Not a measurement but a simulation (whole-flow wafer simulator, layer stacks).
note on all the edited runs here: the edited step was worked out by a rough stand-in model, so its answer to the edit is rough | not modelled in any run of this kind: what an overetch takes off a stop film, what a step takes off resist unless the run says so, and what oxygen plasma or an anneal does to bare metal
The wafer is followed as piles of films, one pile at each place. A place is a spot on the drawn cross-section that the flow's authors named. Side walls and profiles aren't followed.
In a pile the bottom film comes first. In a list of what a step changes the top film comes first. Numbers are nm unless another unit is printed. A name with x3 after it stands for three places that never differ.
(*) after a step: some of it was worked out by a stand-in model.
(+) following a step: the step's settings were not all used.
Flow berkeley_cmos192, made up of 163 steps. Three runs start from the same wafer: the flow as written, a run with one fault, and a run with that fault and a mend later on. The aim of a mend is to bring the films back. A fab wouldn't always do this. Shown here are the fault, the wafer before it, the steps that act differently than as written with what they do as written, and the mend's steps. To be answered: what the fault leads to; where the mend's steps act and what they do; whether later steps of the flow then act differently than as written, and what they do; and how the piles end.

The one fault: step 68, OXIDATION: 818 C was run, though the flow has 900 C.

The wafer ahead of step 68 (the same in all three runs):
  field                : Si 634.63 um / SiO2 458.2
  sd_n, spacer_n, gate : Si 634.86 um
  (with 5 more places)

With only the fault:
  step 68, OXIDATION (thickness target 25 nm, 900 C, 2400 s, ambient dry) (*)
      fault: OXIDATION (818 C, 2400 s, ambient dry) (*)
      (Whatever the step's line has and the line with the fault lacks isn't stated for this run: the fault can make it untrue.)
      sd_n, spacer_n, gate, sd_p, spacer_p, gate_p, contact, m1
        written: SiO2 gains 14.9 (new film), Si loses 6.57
        fault: SiO2 gains 6.34 (new film), Si loses 2.79
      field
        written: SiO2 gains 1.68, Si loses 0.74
        fault: SiO2 gains 0.34, Si loses 0.15
  Steps later in the flow that act otherwise than as written (40 more steps, not shown, differ only slightly: by at most 2% or 0.5 nm, whichever is larger):
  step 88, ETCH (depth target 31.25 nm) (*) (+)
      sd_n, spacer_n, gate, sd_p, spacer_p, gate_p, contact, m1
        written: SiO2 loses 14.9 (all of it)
        fault: SiO2 loses 6.34 (all of it)
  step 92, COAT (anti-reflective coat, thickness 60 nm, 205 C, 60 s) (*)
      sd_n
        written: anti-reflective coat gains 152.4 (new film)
        fault: anti-reflective coat gains 149.1 (new film)
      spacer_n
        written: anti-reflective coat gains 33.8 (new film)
        fault: anti-reflective coat gains 34.9 (new film)
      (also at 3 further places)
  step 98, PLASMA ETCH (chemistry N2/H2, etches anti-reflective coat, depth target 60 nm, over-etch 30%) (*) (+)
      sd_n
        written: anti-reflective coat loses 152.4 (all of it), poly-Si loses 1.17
        fault: anti-reflective coat loses 149.1 (all of it), poly-Si loses 1.15
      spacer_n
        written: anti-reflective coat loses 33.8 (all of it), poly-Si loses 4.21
        fault: anti-reflective coat loses 34.9 (all of it), poly-Si loses 4.07
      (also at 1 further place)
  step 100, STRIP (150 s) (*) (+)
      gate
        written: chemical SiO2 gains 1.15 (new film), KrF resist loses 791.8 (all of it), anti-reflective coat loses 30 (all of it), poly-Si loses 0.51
        fault: chemical SiO2 gains 1.15 (new film), KrF resist loses 788 (all of it), anti-reflective coat loses 31.3 (all of it), poly-Si loses 0.51
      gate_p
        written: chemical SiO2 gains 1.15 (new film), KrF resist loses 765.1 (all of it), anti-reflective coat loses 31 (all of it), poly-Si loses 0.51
        fault: chemical SiO2 gains 1.15 (new film), KrF resist loses 762.6 (all of it), anti-reflective coat loses 31.9 (all of it), poly-Si loses 0.51
  The piles end only slightly different from the flow's at the places that both follow, by no more than 2% or 0.5 nm, whichever is larger.

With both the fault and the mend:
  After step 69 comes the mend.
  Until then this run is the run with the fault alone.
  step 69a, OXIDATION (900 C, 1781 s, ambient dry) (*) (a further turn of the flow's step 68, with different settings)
      sd_n, spacer_n, gate, sd_p, spacer_p, gate_p, contact, m1
        SiO2 gains 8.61, Si loses 3.79
      field
        SiO2 gains 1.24, Si loses 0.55
  Later steps of the flow that are run all act as written at every place that is followed, up to a difference of at most 2% or 0.5 nm, whichever is larger.
  The piles end only slightly different from the flow's at the places that both follow, by no more than 2% or 0.5 nm, whichever is larger.
